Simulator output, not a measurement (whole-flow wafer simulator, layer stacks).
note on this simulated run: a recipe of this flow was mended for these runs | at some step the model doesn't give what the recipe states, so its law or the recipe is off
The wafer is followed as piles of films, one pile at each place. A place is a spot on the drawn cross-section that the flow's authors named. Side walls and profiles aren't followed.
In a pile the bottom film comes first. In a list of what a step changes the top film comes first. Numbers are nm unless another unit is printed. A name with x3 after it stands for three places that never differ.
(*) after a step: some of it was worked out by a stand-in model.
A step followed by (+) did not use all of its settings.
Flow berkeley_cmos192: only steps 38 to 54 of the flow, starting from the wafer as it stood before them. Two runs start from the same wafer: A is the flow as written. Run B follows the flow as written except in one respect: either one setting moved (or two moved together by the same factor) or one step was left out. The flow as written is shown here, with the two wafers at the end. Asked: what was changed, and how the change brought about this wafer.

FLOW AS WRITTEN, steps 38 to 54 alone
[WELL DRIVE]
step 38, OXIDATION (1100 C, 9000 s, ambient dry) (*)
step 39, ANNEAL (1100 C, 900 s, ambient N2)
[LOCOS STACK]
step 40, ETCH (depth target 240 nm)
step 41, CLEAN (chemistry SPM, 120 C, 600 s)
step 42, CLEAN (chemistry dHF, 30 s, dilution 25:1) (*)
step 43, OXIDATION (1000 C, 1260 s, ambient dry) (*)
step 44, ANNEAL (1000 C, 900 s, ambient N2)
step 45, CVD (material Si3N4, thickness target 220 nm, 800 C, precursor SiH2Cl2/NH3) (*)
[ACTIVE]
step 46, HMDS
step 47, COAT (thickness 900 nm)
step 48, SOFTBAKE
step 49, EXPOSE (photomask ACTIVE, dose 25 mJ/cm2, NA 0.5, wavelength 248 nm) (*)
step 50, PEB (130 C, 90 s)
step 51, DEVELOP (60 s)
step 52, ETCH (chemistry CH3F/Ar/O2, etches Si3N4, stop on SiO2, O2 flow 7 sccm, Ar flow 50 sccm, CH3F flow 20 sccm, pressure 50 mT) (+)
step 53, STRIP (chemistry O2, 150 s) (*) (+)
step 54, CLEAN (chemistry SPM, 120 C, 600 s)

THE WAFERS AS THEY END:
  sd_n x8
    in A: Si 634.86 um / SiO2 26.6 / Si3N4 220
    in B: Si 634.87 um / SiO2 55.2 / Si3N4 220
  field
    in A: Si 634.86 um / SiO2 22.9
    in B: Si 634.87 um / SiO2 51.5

The reason: step 40, ETCH: depth target 154 nm was run, though the flow has depth target 240 nm.

How this came from the change, step by step:
  step 40, ETCH (depth target 240 nm)
      field, sd_n x8: A SiO2 loses 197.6 (all of it) | B SiO2 loses 154
  step 41, CLEAN (chemistry SPM, 120 C, 600 s)
      field, sd_n x8: A chemical SiO2 gains 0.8 (new film), Si loses 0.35 | B nothing
  step 42, CLEAN (chemistry dHF, 30 s, dilution 25:1) (*)
      field, sd_n x8: A chemical SiO2 loses 0.8 (all of it) | B SiO2 loses 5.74
  step 43, OXIDATION (1000 C, 1260 s, ambient dry) (*)
      field, sd_n x8: A SiO2 gains 26.6 (new film), Si loses 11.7 | B SiO2 gains 17.3, Si loses 7.61
